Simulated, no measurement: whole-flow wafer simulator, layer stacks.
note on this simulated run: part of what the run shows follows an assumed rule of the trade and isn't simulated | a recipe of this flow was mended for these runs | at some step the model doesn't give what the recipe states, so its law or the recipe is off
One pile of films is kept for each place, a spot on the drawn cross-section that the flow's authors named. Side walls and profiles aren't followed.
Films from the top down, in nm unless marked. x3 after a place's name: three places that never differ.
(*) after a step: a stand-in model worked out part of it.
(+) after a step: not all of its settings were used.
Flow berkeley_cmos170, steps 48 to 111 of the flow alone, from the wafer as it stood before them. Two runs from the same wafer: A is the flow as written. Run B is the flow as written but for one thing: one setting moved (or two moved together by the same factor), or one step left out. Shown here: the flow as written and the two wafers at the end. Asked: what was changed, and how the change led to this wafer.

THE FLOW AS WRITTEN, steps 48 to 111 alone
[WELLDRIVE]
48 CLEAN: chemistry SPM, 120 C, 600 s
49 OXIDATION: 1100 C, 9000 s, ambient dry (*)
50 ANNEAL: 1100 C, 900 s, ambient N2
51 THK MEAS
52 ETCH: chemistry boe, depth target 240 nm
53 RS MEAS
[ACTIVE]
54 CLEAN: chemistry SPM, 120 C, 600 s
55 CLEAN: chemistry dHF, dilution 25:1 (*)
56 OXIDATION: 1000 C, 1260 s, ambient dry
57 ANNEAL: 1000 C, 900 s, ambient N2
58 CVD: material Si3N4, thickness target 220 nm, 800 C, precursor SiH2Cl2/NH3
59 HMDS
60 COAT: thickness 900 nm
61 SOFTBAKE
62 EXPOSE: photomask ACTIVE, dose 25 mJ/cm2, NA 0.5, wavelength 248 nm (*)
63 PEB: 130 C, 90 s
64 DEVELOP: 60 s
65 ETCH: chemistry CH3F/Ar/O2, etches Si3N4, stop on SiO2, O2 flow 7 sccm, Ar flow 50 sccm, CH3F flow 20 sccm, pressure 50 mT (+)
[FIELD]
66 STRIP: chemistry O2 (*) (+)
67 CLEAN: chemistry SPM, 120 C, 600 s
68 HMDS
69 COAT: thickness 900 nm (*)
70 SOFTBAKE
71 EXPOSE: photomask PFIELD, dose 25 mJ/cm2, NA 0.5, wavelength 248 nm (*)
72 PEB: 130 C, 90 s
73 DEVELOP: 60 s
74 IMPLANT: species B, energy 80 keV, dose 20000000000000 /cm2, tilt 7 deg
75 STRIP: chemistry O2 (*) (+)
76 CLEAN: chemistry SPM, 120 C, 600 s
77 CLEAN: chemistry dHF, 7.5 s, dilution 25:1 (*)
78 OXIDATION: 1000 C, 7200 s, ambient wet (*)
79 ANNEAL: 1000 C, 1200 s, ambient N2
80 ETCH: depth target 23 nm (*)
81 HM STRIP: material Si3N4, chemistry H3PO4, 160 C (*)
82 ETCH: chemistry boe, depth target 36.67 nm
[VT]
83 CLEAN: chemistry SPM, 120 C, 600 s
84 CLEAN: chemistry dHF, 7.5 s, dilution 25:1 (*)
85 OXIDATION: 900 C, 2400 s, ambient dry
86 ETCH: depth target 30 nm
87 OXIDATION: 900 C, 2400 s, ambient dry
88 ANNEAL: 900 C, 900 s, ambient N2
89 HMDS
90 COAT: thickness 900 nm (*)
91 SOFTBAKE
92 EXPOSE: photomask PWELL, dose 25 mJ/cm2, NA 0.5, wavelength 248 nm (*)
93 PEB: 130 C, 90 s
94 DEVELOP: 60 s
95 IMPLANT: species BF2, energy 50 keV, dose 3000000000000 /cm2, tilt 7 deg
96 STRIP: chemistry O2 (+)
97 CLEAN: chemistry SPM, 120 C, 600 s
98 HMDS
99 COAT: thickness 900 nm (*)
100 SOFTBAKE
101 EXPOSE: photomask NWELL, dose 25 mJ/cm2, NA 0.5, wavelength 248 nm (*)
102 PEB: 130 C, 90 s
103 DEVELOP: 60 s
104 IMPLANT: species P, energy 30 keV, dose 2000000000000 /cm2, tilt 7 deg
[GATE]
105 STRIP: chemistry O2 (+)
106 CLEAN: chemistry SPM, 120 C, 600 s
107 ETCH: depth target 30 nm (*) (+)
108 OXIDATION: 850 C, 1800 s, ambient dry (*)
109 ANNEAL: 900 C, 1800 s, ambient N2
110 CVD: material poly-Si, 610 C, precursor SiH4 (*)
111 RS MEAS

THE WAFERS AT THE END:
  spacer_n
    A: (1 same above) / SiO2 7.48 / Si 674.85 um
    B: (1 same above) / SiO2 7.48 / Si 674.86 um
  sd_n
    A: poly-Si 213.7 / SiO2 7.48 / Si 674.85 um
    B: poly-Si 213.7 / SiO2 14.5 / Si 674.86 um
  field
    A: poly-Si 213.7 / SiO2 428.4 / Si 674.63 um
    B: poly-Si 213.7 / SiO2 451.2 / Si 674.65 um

The cause: step 52, ETCH: depth target 120 nm was run, where the flow has depth target 240 nm.

How the change led to this, step by step:
  52 ETCH: chemistry boe, depth target 240 nm
      field, mark, sd_n and 10 more: A SiO2 -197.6 (all of it) | B SiO2 -120
  54 CLEAN: chemistry SPM, 120 C, 600 s
      field, mark, sd_n and 10 more: A chemical SiO2 +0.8 (new film), Si -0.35 | B nothing
  55 CLEAN: chemistry dHF, dilution 25:1 (*)
      field, mark, sd_n and 10 more: A chemical SiO2 -0.8 (all of it) | B nothing
  56 OXIDATION: 1000 C, 1260 s, ambient dry
      field, mark, sd_n and 10 more: A SiO2 +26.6 (new film), Si -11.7 | B SiO2 +12.9, Si -5.68
  78 OXIDATION: 1000 C, 7200 s, ambient wet (*)
      spacer_p: A SiO2 +12.1 (new film), Si3N4 -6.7 | B SiO2 +12.1 (new film), Si3N4 -6.7, SiO2 +0.1
      contact: A SiO2 +12.1 (new film), Si3N4 -6.7 | B SiO2 +12.1 (new film), Si3N4 -6.7, SiO2 +0.19, Si -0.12
      (and at 3 more places)
  82 ETCH: chemistry boe, depth target 36.67 nm
      mark, sd_n, spacer_n and 9 more: A SiO2 -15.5 (all of it) | B SiO2 -36.7
  83 CLEAN: chemistry SPM, 120 C, 600 s
      mark, sd_n, spacer_n and 9 more: A chemical SiO2 +0.8 (new film), Si -0.35 | B nothing
  84 CLEAN: chemistry dHF, 7.5 s, dilution 25:1 (*)
      mark, sd_n, spacer_n and 9 more: A chemical SiO2 -0.8 (all of it) | B SiO2 -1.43
  85 OXIDATION: 900 C, 2400 s, ambient dry
      gate_n, spacer_p, gate_p, contact, m1, via1, m2, via2: A SiO2 +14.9 (new film), Si -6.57 | B SiO2 +8.7, Si -3.83
      mark, spacer_n: A SiO2 +14.9 (new film), Si -6.57 | B SiO2 +8.71, Si -3.83
      (and at 2 more places)
  86 ETCH: depth target 30 nm
      mark, sd_n, spacer_n and 9 more: A SiO2 -14.9 (all of it) | B SiO2 -30
  87 OXIDATION: 900 C, 2400 s, ambient dry
      mark, spacer_n, gate_n and 6 more: A SiO2 +14.9 (new film), Si -6.57 | B SiO2 +8.52, Si -3.75
      sd_n: A SiO2 +14.9 (new film), Si -6.57 | B SiO2 +7.78, Si -3.42
      (and at 2 more places)
  107 ETCH: depth target 30 nm (*) (+)
      sd_n, sd_p: A SiO2 -14.9 (all of it) | B SiO2 -30
      gate_n, spacer_p, gate_p, m1, via1, m2, via2: A SiO2 -14.9 (all of it) | B SiO2 -28.7 (all of it)
      (and at 3 more places)
  108 OXIDATION: 850 C, 1800 s, ambient dry (*)
      sd_n, sd_p: A SiO2 +7.48 (new film), Si -3.29 | B SiO2 +4.38, Si -1.93
